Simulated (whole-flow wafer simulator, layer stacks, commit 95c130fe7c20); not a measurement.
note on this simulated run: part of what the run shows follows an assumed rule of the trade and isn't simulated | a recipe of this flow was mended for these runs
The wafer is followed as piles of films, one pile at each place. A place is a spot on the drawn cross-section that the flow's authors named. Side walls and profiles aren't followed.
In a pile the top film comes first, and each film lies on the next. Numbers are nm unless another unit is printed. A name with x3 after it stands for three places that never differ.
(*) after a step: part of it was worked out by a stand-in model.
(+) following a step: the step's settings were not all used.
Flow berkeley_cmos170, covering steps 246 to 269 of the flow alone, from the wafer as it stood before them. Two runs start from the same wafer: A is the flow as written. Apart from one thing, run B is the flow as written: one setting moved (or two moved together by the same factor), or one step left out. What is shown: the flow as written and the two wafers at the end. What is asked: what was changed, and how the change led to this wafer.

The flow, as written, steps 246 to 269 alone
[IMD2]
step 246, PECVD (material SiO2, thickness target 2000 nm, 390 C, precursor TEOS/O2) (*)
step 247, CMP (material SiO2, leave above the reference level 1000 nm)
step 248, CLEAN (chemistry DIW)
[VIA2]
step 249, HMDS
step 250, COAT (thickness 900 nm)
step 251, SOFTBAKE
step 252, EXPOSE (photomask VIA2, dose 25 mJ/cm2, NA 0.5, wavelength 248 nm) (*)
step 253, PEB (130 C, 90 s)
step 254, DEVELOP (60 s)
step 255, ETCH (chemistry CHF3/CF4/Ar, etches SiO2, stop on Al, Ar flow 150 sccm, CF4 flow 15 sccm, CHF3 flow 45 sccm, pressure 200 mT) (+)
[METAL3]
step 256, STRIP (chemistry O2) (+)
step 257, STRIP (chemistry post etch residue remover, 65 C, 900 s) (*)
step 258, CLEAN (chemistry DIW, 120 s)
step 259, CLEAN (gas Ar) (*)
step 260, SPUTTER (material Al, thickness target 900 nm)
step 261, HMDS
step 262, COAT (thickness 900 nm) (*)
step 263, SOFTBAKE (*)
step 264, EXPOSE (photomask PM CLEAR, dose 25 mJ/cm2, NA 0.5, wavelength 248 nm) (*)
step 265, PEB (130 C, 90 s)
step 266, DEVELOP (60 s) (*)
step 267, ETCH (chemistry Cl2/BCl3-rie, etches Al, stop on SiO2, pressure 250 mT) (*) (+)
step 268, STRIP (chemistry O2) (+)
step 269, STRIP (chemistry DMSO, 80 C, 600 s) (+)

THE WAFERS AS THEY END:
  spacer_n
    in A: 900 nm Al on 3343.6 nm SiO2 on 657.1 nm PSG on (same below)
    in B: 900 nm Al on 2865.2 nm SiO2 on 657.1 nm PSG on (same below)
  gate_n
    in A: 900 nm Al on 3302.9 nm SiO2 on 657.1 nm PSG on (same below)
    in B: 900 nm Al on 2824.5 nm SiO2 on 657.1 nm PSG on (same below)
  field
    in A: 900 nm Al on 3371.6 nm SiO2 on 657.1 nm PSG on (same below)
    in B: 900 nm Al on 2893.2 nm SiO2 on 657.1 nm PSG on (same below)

Cause: step 246, PECVD: thickness target 1475 nm was run, while the flow as written has thickness target 2000 nm.

How this came from the change, step by step:
  step 246, PECVD (material SiO2, thickness target 2000 nm, 390 C, precursor TEOS/O2) (*)
      field, mark, sd_n, spacer_n, gate_n, sd_p, spacer_p, gate_p: A SiO2 gains 2000 | B SiO2 gains 1475
      contact, m1, m2, via2: A SiO2 gains 2000 (new film) | B SiO2 gains 1475 (new film)
      (and at 1 other place as well)
  step 247, CMP (material SiO2, leave above the reference level 1000 nm)
      field, sd_n, spacer_n, gate_n, sd_p, spacer_p, gate_p: A SiO2 loses 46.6 | B nothing
      contact, m1, via1, m2, via2: A SiO2 loses 1000 | B SiO2 loses 475
  step 250, COAT (thickness 900 nm)
      sd_n: A KrF-resist gains 900 (new film) | B KrF-resist gains 1093.5 (new film)
      gate_p: A KrF-resist gains 900 (new film) | B KrF-resist gains 919.1 (new film)
      (and at 5 other places as well)
  step 253, PEB (130 C, 90 s)
      sd_n: A KrF-resist loses 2 | B KrF-resist loses 2.52
      m2: A KrF-resist loses 2 | B KrF-resist loses 1.36
  step 254, DEVELOP (60 s)
      via2: A KrF-resist loses 898 (all of it) | B KrF-resist loses 713.7 (all of it)
  step 256, STRIP (chemistry O2) (+)
      sd_n: A KrF-resist loses 607.6 (all of it) | B KrF-resist loses 800.7 (all of it)
      sd_p: A KrF-resist loses 607.6 (all of it) | B KrF-resist loses 621.9 (all of it)
      (and at 6 other places as well)
  step 262, COAT (thickness 900 nm) (*)
      sd_n: A KrF-resist gains 899.3 (new film) | B KrF-resist gains 1091.9 (new film)
      contact: A KrF-resist gains 898.4 (new film) | B KrF-resist gains 715.1 (new film)
      (and at 4 other places as well)
  step 265, PEB (130 C, 90 s)
      sd_n: A KrF-resist loses 2 | B KrF-resist loses 2.52
      m2: A KrF-resist loses 1.8 | B KrF-resist loses 1.19
      (and at 1 other place as well)
  step 268, STRIP (chemistry O2) (+)
      field: A KrF-resist loses 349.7 (all of it) | B KrF-resist loses 357.1 (all of it)
      sd_n: A KrF-resist loses 349 (all of it) | B KrF-resist loses 541.1 (all of it)
      (and at 10 other places as well)
